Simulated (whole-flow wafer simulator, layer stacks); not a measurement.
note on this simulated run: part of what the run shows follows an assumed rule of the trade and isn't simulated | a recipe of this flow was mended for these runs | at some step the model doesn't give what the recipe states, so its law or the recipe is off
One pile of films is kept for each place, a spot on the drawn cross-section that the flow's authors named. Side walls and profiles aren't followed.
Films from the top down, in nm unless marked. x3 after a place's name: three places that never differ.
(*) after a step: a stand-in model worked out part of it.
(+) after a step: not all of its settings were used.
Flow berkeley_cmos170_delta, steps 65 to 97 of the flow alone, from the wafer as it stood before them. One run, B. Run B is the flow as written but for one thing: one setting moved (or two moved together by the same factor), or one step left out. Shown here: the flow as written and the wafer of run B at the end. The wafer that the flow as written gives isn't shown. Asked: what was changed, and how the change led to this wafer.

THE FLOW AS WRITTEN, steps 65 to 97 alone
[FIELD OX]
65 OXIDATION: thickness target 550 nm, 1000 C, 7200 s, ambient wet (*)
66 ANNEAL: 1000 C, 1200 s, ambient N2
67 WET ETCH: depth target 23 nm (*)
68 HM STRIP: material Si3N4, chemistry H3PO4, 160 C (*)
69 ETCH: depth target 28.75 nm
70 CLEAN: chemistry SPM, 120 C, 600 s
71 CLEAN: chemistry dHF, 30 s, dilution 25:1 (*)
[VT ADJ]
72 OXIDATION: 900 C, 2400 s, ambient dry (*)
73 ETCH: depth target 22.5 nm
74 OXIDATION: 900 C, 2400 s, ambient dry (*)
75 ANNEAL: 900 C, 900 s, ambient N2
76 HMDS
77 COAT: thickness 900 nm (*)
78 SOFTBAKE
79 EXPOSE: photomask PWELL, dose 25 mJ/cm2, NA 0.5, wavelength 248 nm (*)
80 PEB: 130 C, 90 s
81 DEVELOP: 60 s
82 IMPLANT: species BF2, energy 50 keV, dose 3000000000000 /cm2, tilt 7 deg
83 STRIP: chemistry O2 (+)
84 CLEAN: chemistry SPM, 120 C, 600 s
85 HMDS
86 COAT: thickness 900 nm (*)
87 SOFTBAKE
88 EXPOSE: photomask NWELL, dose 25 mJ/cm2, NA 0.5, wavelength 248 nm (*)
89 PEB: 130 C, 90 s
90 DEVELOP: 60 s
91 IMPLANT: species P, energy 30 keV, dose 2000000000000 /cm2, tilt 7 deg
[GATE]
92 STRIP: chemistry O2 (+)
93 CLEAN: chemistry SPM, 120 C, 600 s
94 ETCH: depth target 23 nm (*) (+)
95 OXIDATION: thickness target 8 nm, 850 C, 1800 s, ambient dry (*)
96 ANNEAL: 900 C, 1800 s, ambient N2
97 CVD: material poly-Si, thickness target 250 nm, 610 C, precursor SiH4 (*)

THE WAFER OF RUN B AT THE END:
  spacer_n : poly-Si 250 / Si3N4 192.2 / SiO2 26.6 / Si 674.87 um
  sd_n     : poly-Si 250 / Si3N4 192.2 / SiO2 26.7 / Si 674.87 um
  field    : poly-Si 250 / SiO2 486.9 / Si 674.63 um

The cause: step 67, WET ETCH: depth target 23 nm (*), was left out.

How the change led to this, step by step:
  68 HM STRIP: material Si3N4, chemistry H3PO4, 160 C (*)
      sd_n, spacer_n, gate, sd_p, spacer_p, gate_p, contact, m1: nothing (as written it would be: Si3N4 -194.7 (all of it), SiO2 -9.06)
      field: nothing (as written it would be: SiO2 -15.1)
  69 ETCH: depth target 28.75 nm
      spacer_n, gate, spacer_p, gate_p, contact, m1: SiO2 -12.1 (all of it), Si3N4 -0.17 (as written it would be: SiO2 -17.5 (all of it))
      sd_n, sd_p: SiO2 -12.1 (all of it), Si3N4 -0.17 (as written it would be: SiO2 -17.6 (all of it))
  70 CLEAN: chemistry SPM, 120 C, 600 s
      sd_n, spacer_n, gate, sd_p, spacer_p, gate_p, contact, m1: nothing (as written it would be: chemical SiO2 +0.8 (new film), Si -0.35)
  71 CLEAN: chemistry dHF, 30 s, dilution 25:1 (*)
      sd_n, spacer_n, gate, sd_p, spacer_p, gate_p, contact, m1: Si3N4 -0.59 (as written it would be: chemical SiO2 -0.8 (all of it))
  72 OXIDATION: 900 C, 2400 s, ambient dry (*)
      sd_n, spacer_n, gate, sd_p, spacer_p, gate_p, contact, m1: nothing (as written it would be: SiO2 +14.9 (new film), Si -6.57)
  73 ETCH: depth target 22.5 nm
      sd_n, spacer_n, gate, sd_p, spacer_p, gate_p, contact, m1: Si3N4 -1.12 (as written it would be: SiO2 -14.9 (all of it))
  74 OXIDATION: 900 C, 2400 s, ambient dry (*)
      sd_n, spacer_n, gate, sd_p, spacer_p, gate_p, contact, m1: nothing (as written it would be: SiO2 +14.9 (new film), Si -6.57)
  77 COAT: thickness 900 nm (*)
      field: KrF-resist +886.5 (new film) (as written it would be: KrF-resist +839.2 (new film))
      sd_n: KrF-resist +925.7 (new film) (as written it would be: KrF-resist +1019.4 (new film))
      (and at 7 more places)
  81 DEVELOP: 60 s
      field: KrF-resist -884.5 (all of it) (as written it would be: KrF-resist -837.4 (all of it))
      sd_n: KrF-resist -923.6 (all of it) (as written it would be: KrF-resist -1017.1 (all of it))
      (and at 4 more places)
  83 STRIP: chemistry O2 (+)
      sd_p: KrF-resist -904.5 (all of it) (as written it would be: KrF-resist -981.2 (all of it))
      spacer_p: KrF-resist -900.8 (all of it) (as written it would be: KrF-resist -961.3 (all of it))
      (and at 1 more place)
  86 COAT: thickness 900 nm (*)
      field: KrF-resist +886.5 (new film) (as written it would be: KrF-resist +839.2 (new film))
      sd_n: KrF-resist +925.7 (new film) (as written it would be: KrF-resist +1019.4 (new film))
      (and at 7 more places)
  90 DEVELOP: 60 s
      sd_p: KrF-resist -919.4 (all of it) (as written it would be: KrF-resist -996.1 (all of it))
      spacer_p: KrF-resist -915.8 (all of it) (as written it would be: KrF-resist -976.3 (all of it))
      (and at 1 more place)
  92 STRIP: chemistry O2 (+)
      field: KrF-resist -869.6 (all of it) (as written it would be: KrF-resist -822.4 (all of it))
      sd_n: KrF-resist -908.7 (all of it) (as written it would be: KrF-resist -1002.2 (all of it))
      (and at 4 more places)
  94 ETCH: depth target 23 nm (*) (+)
      sd_n, spacer_n, gate, sd_p, spacer_p, gate_p, contact, m1: Si3N4 -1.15 (as written it would be: SiO2 -14.9 (all of it))
  95 OXIDATION: thickness target 8 nm, 850 C, 1800 s, ambient dry (*)
      sd_n, spacer_n, gate, sd_p, spacer_p, gate_p, contact, m1: nothing (as written it would be: SiO2 +7.48 (new film), Si -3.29)
